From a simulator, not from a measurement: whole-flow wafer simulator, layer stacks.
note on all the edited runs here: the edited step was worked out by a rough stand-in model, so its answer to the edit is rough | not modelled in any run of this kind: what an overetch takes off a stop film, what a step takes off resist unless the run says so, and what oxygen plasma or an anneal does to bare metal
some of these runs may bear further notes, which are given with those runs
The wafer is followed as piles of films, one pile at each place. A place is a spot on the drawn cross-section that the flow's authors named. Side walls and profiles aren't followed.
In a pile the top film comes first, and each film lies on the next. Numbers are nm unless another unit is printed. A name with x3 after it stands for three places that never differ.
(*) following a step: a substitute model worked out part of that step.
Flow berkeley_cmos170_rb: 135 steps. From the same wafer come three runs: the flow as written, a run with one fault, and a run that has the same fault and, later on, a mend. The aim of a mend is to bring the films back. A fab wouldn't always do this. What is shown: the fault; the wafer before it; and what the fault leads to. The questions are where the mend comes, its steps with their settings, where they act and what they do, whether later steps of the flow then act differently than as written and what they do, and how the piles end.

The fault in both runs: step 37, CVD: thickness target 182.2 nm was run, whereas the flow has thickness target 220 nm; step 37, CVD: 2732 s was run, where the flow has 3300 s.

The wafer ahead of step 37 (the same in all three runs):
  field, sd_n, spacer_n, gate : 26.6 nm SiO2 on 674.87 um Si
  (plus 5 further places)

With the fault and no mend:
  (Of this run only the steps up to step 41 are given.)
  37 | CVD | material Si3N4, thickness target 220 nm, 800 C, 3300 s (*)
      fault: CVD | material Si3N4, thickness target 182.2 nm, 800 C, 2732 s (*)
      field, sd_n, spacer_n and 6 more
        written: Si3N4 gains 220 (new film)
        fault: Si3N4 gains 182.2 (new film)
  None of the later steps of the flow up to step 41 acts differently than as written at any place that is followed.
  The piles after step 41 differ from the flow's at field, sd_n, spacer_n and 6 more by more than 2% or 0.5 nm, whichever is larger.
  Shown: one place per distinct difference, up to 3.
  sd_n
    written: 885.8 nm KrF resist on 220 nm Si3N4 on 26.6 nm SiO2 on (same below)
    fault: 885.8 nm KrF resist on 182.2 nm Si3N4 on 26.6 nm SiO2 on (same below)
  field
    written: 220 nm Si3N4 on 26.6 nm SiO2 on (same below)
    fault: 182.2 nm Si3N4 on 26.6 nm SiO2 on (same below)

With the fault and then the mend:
  After step 37 comes the mend.
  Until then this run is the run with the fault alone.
  37a | CVD | material Si3N4, thickness target 37.84 nm, 800 C, 568 s (*) (the flow's step 37 again, with other settings)
      field, sd_n, spacer_n and 6 more
        Si3N4 gains 37.8
  None of the later steps of the flow differs from how it acts as written, at any place that is followed, by more than 2% or 0.5 nm, whichever is larger.
  At every place that both follow, the piles at the end match the flow's.
